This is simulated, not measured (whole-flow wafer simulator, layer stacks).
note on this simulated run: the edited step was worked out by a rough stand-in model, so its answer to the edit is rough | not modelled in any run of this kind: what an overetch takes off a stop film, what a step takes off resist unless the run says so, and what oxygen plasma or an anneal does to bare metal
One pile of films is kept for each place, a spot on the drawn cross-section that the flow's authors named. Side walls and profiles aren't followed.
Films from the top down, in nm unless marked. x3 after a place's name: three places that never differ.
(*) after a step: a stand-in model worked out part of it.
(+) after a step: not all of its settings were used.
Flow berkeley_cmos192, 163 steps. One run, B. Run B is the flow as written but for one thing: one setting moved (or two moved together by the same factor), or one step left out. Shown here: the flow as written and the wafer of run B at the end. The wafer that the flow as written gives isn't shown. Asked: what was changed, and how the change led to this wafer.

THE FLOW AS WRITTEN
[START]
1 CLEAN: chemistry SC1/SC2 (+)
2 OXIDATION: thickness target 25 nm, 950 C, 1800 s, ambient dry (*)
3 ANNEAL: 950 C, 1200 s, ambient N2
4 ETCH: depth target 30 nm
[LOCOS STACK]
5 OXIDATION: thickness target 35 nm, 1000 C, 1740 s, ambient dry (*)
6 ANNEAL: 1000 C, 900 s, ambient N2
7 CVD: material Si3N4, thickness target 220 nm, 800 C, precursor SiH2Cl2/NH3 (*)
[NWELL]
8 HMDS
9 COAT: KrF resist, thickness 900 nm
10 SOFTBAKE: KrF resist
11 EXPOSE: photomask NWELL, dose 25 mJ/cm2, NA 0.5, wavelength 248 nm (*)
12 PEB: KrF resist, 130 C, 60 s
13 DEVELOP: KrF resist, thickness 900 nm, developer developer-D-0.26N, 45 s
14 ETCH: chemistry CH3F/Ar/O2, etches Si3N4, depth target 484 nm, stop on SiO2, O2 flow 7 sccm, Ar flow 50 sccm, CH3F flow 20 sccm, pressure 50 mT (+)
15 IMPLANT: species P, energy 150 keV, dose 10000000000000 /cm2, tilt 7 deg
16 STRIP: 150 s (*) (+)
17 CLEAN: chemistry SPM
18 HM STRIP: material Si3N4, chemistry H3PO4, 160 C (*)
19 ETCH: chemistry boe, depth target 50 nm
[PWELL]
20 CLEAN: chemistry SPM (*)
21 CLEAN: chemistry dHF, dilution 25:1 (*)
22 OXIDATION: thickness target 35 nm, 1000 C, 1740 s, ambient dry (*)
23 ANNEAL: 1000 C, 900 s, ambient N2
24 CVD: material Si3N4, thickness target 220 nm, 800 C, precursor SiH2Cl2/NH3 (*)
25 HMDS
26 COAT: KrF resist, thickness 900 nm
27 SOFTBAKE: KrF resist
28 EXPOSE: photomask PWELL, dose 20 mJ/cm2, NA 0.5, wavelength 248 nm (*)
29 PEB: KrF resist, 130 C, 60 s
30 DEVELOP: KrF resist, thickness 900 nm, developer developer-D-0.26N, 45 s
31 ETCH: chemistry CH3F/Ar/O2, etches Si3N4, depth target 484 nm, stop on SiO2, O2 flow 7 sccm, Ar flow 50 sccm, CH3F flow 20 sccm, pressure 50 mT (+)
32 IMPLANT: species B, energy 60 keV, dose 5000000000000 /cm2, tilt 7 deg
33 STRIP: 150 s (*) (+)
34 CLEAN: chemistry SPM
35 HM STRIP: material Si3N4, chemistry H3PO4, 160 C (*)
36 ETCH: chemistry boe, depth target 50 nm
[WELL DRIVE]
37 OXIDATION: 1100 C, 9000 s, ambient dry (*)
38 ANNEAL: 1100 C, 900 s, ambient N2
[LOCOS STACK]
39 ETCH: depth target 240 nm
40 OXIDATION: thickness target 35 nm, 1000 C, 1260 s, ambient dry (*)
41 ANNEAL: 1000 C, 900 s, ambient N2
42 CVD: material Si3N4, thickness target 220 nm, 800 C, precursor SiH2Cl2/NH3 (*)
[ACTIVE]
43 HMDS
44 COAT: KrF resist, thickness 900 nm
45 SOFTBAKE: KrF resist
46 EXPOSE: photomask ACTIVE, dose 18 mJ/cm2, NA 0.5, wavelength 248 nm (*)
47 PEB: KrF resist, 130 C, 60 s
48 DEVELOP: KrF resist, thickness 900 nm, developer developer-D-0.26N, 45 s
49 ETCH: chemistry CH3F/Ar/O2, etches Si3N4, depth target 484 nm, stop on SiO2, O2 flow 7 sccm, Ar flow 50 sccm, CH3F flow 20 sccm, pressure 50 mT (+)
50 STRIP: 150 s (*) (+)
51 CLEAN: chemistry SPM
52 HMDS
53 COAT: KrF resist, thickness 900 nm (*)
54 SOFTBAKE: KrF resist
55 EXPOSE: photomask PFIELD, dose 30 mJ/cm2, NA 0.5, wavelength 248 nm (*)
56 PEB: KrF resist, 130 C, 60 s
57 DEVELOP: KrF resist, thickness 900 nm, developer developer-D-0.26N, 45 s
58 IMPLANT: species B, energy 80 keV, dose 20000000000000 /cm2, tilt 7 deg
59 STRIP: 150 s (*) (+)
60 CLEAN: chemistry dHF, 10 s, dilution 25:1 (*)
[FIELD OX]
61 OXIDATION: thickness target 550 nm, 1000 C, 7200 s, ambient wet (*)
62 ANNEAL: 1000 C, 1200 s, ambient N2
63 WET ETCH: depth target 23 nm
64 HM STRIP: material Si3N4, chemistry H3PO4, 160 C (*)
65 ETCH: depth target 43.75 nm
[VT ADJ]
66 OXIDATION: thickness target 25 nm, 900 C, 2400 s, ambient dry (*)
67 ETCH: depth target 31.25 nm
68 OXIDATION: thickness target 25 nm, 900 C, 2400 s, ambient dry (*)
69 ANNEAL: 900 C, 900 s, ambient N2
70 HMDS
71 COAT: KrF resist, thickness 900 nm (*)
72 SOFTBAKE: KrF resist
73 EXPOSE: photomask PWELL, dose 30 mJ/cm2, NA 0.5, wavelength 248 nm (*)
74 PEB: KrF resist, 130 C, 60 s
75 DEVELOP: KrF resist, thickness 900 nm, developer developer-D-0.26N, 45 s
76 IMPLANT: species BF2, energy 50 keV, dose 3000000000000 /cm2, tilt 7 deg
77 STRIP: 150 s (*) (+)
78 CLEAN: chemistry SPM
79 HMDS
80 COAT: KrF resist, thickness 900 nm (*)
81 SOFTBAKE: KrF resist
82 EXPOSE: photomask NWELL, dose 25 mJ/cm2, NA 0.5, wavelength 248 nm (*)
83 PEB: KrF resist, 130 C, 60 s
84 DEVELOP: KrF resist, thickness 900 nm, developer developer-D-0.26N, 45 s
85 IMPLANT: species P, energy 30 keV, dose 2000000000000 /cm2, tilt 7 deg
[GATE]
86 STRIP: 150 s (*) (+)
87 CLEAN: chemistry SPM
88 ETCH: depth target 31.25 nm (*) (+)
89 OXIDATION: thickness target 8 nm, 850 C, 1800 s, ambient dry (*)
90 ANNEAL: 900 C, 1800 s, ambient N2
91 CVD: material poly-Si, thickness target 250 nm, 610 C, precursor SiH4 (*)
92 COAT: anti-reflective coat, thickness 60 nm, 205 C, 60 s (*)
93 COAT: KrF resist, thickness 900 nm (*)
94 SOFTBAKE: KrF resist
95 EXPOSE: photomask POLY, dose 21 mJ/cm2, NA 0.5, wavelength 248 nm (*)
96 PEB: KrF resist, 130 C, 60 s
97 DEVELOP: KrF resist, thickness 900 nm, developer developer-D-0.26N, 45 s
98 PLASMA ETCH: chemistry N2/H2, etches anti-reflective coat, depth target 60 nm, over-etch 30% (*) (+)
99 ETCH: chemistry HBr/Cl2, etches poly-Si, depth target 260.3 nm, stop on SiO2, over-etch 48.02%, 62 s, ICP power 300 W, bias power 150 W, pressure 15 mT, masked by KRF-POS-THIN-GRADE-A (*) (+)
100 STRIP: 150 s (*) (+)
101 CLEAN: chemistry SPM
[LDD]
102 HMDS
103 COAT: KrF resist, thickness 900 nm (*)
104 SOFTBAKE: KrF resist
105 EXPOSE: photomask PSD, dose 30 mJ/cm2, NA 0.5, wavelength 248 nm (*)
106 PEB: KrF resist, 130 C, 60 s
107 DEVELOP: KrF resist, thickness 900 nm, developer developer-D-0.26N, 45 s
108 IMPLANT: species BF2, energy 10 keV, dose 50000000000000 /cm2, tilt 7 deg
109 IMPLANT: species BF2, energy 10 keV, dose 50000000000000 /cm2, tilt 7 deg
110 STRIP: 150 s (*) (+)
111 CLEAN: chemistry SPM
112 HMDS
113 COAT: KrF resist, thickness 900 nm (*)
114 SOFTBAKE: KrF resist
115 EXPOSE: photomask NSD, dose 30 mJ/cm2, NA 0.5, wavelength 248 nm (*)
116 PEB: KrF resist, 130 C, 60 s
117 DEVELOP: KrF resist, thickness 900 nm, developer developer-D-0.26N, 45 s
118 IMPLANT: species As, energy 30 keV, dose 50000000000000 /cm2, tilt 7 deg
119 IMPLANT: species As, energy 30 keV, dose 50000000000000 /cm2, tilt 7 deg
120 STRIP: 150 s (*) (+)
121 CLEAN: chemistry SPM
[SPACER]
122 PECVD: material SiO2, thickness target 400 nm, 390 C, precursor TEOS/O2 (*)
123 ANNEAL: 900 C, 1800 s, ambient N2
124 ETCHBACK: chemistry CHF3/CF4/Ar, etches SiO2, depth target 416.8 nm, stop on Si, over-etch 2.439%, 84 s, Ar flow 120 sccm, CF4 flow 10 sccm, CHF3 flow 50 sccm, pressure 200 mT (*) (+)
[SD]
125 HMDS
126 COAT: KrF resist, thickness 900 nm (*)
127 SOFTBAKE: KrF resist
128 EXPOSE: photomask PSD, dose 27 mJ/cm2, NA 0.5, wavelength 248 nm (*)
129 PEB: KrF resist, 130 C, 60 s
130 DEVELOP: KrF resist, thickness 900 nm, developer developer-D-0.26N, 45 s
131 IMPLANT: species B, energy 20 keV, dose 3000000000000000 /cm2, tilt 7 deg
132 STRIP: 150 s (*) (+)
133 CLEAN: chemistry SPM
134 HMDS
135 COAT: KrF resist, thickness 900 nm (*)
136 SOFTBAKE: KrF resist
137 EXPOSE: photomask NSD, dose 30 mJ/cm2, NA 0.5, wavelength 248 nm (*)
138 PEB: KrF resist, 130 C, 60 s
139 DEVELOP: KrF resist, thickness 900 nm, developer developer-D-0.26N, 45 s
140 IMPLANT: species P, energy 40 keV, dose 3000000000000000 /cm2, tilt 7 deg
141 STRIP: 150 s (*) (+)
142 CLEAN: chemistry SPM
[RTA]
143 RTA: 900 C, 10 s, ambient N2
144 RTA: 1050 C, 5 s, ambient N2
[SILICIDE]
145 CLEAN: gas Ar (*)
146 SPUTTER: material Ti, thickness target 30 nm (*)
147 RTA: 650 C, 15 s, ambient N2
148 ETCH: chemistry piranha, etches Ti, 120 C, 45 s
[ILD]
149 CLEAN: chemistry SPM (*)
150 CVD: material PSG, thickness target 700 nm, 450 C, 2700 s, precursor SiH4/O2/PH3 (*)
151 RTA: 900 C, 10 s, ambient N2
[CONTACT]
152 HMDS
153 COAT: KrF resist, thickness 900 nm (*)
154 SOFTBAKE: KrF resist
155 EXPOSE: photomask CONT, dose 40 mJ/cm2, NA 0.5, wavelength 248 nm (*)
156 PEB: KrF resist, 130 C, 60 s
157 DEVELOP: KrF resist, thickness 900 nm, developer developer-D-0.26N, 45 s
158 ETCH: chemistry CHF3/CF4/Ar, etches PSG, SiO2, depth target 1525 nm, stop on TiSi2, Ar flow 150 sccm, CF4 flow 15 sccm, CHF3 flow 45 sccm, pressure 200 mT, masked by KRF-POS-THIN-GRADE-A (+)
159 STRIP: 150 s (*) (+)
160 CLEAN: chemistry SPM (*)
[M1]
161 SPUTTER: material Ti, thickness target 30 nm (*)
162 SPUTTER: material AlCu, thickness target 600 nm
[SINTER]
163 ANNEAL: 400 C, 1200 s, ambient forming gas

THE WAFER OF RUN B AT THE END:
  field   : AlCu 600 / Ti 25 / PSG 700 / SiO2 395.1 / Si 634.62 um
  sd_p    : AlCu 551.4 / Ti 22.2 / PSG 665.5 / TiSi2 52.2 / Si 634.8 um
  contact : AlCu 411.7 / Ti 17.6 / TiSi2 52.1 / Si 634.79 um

The cause: step 161, SPUTTER: thickness target 25 nm was run, where the flow has thickness target 30 nm.
It can be read off the wafer: field has Ti 25, and step 161 as written asks for 30 nm.

How the change led to this, step by step:
  161 SPUTTER: material Ti, thickness target 30 nm (*)
      field, sd_n, spacer_n, gate, spacer_p, gate_p, m1: Ti +25 (new film) (as written it would be: Ti +30 (new film))
      sd_p: Ti +22.2 (new film) (as written it would be: Ti +26.6 (new film))
      (and at 1 more place)
